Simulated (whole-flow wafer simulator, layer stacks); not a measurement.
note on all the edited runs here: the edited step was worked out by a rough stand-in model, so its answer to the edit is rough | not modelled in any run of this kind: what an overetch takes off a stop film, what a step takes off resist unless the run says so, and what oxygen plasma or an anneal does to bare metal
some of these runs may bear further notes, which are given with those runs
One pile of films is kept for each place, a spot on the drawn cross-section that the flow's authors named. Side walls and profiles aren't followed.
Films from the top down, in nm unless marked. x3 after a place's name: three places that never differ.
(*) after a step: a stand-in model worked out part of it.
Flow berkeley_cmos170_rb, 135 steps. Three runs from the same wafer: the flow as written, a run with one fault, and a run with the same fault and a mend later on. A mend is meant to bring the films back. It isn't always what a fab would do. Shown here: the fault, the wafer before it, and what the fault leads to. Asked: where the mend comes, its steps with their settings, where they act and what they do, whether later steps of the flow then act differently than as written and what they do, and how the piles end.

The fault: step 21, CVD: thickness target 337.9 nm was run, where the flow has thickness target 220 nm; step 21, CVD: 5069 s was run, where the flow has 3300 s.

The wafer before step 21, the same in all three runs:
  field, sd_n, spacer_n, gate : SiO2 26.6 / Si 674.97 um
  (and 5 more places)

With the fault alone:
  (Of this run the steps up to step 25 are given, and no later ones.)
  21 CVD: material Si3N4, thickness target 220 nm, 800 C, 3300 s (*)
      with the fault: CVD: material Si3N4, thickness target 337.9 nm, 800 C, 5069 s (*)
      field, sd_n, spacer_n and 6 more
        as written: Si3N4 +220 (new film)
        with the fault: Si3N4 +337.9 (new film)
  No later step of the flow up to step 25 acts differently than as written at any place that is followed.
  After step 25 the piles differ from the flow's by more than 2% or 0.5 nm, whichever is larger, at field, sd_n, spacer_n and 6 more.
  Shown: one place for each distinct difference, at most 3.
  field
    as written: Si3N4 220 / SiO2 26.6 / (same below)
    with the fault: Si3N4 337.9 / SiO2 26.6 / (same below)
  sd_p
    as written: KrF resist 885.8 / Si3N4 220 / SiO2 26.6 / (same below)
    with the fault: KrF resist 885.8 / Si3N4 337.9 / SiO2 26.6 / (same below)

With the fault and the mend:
  The mend comes after step 21.
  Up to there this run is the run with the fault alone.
  21a ETCH: chemistry h3po4, depth target 389 nm (the flow's step 16 once more, with other settings)
      field, sd_n, spacer_n and 6 more
        Si3N4 -337.9 (all of it)
  21b CLEAN (*) (the flow's step 18 once more)
      changes no film at any place that is followed
  21c CVD: material Si3N4, thickness target 220 nm, 800 C, 3300 s (*) (the flow's step 21 once more)
      field, sd_n, spacer_n and 6 more
        Si3N4 +220 (new film)
  No later step of the flow acts differently than as written at any place that is followed.
  At the end the piles are the same as the flow's at every place that both follow.
